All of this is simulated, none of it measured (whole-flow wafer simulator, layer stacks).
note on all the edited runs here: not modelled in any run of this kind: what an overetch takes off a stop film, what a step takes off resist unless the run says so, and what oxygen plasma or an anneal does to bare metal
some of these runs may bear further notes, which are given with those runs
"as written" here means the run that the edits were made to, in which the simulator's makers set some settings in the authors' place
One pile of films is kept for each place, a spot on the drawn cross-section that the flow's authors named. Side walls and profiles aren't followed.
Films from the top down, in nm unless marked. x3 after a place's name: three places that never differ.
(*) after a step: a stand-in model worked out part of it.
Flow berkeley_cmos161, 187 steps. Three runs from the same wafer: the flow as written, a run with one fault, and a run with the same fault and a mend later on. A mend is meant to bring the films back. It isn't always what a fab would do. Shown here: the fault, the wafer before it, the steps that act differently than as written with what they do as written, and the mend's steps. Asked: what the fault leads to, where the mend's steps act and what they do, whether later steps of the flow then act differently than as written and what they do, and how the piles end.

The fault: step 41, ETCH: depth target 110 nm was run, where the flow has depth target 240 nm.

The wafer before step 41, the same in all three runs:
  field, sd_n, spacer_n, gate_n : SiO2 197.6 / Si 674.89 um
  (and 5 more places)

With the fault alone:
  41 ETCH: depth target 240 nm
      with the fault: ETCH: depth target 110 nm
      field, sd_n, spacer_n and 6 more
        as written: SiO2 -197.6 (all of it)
        with the fault: SiO2 -110
  Later steps of the flow that act differently than as written (35 more steps differ only slightly, by at most 2% or 0.5 nm, whichever is larger, and aren't shown):
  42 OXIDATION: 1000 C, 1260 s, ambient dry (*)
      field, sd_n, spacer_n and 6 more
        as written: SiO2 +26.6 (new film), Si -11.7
        with the fault: SiO2 +12.3, Si -5.41
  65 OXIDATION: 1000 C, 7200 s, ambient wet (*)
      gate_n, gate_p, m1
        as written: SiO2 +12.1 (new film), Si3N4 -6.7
        with the fault: SiO2 +12.1 (new film), Si3N4 -6.7, SiO2 +0.21, Si -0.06
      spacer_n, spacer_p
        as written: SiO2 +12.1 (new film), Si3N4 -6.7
        with the fault: SiO2 +12.1 (new film), Si3N4 -6.7, SiO2 +0.28, Si -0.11
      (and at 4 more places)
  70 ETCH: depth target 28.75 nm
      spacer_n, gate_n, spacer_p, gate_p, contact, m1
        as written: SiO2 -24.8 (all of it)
        with the fault: SiO2 -28.8
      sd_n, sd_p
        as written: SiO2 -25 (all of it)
        with the fault: SiO2 -28.8
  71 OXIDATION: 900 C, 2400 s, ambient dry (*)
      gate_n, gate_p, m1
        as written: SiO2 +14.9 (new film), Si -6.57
        with the fault: SiO2 +7.4, Si -3.25
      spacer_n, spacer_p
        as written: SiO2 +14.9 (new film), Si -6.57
        with the fault: SiO2 +7.39, Si -3.25
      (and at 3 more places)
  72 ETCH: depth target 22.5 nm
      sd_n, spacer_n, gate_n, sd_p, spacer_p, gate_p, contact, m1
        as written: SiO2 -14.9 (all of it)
        with the fault: SiO2 -22.5
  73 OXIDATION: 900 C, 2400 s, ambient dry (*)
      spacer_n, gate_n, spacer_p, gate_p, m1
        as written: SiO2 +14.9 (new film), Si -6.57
        with the fault: SiO2 +6.93, Si -3.05
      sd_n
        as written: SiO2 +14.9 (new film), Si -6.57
        with the fault: SiO2 +6.56, Si -2.89
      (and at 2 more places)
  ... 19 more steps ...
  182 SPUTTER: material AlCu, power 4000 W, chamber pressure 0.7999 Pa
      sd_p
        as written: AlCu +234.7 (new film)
        with the fault: AlCu +223.6 (new film)
  At the end the piles differ from the flow's by more than 2% or 0.5 nm, whichever is larger, at field, sd_n, spacer_n, gate_n, sd_p, spacer_p, gate_p.
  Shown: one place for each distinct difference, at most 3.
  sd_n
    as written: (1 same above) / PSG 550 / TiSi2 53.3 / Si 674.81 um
    with the fault: (1 same above) / PSG 550 / SiO2 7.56 / Si 674.87 um
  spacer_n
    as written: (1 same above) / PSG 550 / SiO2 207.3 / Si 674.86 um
    with the fault: (1 same above) / PSG 550 / SiO2 241.4 / Si 674.88 um
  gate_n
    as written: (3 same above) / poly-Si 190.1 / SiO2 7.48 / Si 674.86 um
    with the fault: (3 same above) / poly-Si 190.1 / SiO2 41.6 / Si 674.88 um

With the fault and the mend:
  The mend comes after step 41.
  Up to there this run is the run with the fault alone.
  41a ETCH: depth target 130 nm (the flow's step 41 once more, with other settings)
      field, sd_n, spacer_n and 6 more
        SiO2 -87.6 (all of it)
  No later step of the flow acts differently than as written at any place that is followed.
  At the end the piles are the same as the flow's at every place that both follow.
